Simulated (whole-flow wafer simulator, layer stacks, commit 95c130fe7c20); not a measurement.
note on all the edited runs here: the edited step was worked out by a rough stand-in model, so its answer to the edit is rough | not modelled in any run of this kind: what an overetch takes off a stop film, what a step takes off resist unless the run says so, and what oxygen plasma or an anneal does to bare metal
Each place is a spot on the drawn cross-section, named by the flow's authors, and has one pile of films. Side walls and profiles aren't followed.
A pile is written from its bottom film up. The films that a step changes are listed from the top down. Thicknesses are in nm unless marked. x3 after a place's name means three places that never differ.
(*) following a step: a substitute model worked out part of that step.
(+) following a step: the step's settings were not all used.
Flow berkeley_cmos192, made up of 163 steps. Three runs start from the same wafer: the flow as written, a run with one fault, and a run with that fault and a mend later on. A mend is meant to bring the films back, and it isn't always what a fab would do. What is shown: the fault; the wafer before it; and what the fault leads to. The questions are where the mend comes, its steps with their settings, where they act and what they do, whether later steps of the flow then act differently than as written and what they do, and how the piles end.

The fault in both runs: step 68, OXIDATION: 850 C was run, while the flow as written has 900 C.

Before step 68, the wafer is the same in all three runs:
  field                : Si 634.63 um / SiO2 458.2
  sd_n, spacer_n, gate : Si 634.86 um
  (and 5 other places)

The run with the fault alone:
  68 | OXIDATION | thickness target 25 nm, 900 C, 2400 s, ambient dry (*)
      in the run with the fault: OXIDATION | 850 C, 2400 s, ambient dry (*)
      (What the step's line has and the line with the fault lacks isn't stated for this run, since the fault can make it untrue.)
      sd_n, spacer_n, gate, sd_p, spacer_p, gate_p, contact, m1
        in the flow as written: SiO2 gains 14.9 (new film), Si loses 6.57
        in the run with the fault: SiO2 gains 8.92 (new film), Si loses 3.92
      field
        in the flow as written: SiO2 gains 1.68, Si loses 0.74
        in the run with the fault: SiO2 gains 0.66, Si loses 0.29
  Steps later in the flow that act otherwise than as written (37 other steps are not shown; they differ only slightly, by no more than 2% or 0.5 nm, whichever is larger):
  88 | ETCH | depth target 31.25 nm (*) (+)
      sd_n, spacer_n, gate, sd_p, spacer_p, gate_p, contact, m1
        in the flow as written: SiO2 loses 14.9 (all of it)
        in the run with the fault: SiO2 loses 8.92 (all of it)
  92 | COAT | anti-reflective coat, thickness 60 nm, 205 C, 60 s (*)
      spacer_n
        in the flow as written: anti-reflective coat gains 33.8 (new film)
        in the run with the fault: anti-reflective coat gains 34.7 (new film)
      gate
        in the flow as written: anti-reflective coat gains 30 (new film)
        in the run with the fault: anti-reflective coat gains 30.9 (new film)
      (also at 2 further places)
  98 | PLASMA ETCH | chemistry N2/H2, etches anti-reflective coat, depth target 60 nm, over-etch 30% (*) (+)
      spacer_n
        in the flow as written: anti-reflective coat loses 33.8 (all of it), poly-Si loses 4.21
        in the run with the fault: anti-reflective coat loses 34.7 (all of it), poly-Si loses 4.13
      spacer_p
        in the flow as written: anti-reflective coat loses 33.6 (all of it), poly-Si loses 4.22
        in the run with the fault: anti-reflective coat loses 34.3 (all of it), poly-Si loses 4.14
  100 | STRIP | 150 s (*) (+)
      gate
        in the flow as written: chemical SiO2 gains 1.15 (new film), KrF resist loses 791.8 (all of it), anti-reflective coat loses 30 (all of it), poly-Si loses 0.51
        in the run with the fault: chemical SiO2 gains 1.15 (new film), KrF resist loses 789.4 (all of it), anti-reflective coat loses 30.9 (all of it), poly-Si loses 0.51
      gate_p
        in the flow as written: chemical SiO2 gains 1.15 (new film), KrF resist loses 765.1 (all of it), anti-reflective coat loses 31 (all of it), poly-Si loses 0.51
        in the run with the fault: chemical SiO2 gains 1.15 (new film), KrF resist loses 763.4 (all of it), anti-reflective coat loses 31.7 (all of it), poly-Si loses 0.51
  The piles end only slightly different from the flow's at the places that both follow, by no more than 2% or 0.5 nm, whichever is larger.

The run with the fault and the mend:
  The mend follows step 69.
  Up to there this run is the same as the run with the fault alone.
  69a | OXIDATION | 900 C, 1313 s, ambient dry (*) (the flow's step 68, run once more with other settings)
      sd_n, spacer_n, gate, sd_p, spacer_p, gate_p, contact, m1
        SiO2 gains 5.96, Si loses 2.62
      field
        SiO2 gains 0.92, Si loses 0.4
  Later steps of the flow that are run all act as written at every place that is followed, up to a difference of at most 2% or 0.5 nm, whichever is larger.
  The piles end only slightly different from the flow's at the places that both follow, by no more than 2% or 0.5 nm, whichever is larger.
